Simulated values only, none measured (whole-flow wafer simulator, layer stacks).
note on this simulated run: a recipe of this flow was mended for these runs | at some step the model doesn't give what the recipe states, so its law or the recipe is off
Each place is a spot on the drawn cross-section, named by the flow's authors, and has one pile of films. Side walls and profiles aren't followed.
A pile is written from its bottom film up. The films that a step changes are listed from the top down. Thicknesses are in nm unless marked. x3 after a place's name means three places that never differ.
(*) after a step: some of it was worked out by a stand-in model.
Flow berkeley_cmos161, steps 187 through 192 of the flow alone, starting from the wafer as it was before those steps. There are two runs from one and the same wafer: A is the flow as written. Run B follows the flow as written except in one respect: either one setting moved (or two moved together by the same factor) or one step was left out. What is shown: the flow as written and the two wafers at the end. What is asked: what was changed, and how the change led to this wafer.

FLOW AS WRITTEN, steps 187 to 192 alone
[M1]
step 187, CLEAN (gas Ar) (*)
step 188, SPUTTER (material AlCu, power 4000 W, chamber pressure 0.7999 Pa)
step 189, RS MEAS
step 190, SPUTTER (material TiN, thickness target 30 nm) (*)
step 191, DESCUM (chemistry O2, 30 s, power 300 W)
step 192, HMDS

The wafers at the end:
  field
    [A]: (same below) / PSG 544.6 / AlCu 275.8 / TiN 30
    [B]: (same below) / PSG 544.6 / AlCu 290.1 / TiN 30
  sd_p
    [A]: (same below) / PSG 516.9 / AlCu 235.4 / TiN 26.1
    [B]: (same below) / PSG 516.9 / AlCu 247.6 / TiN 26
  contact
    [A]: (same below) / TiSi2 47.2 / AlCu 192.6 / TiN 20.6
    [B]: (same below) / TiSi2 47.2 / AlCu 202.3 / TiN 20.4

Cause: step 188, SPUTTER: power 4213 W was run, though the flow has power 4000 W.

The path from the change to this, step by step:
  step 188, SPUTTER (material AlCu, power 4000 W, chamber pressure 0.7999 Pa)
      field, sd_n, spacer_n, gate_n, spacer_p, gate_p, m1: A +275.8 AlCu (new film) | B +290.1 AlCu (new film)
      sd_p: A +235.4 AlCu (new film) | B +247.6 AlCu (new film)
      (also at 1 further place)
